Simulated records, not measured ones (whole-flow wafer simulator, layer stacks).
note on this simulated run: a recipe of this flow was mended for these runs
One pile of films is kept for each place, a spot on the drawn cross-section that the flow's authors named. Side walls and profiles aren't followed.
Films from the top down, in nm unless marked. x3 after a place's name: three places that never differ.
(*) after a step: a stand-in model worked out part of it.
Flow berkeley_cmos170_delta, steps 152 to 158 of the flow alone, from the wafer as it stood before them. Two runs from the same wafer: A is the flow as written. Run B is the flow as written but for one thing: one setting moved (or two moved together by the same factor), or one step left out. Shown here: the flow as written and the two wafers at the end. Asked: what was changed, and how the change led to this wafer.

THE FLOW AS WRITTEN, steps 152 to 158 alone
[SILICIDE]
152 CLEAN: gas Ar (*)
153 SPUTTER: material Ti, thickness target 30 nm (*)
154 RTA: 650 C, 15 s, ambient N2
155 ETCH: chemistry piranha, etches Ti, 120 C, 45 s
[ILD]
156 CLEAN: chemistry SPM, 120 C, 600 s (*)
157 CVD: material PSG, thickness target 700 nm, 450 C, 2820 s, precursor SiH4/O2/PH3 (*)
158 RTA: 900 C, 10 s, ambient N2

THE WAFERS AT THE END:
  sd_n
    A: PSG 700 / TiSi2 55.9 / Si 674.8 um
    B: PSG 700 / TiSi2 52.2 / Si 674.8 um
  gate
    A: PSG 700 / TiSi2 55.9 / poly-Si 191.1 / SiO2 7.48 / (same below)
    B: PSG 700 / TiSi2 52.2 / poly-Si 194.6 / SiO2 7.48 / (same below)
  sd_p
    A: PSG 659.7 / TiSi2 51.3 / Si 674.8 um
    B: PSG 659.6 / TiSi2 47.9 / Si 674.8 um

The cause: step 153, SPUTTER: thickness target 28 nm was run, where the flow has thickness target 30 nm.

How the change led to this, step by step:
  153 SPUTTER: material Ti, thickness target 30 nm (*)
      field, sd_n, spacer_n, gate, spacer_p, gate_p, contact x2: A Ti +30 (new film) | B Ti +28 (new film)
      sd_p: A Ti +27.5 (new film) | B Ti +25.7 (new film)
  154 RTA: 650 C, 15 s, ambient N2
      sd_p: A Ti -21.5, TiSi first +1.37 (new film), TiSi2 C49 +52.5 (new film), Si -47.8 | B Ti -20, TiSi2 C49 +50.9 (new film), Si -45.5
      sd_n, contact x2: A Ti -23.4, TiSi first +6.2 (new film), TiSi2 C49 +50.3 (new film), Si -49 | B Ti -21.8, TiSi first +2.3 (new film), TiSi2 C49 +52.1 (new film), Si -48
      (and at 2 more places)
  155 ETCH: chemistry piranha, etches Ti, 120 C, 45 s
      field, spacer_n, spacer_p: A Ti -30 (all of it) | B Ti -28 (all of it)
  158 RTA: 900 C, 10 s, ambient N2
      sd_p: A under 1 film: TiSi2 +51.3 (new film), TiSi first -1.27 (all of it), TiSi2 C49 -52.5 (all of it), Si -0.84 | B under 1 film: TiSi2 +47.9 (new film), TiSi2 C49 -50.8 (all of it)
      sd_n, contact x2: A under 1 film: TiSi2 +55.9 (new film), TiSi first -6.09 (all of it), TiSi2 C49 -50.3 (all of it), Si -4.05 | B under 1 film: TiSi2 +52.2 (new film), TiSi first -2.2 (all of it), TiSi2 C49 -52.1 (all of it), Si -1.46
      (and at 2 more places)
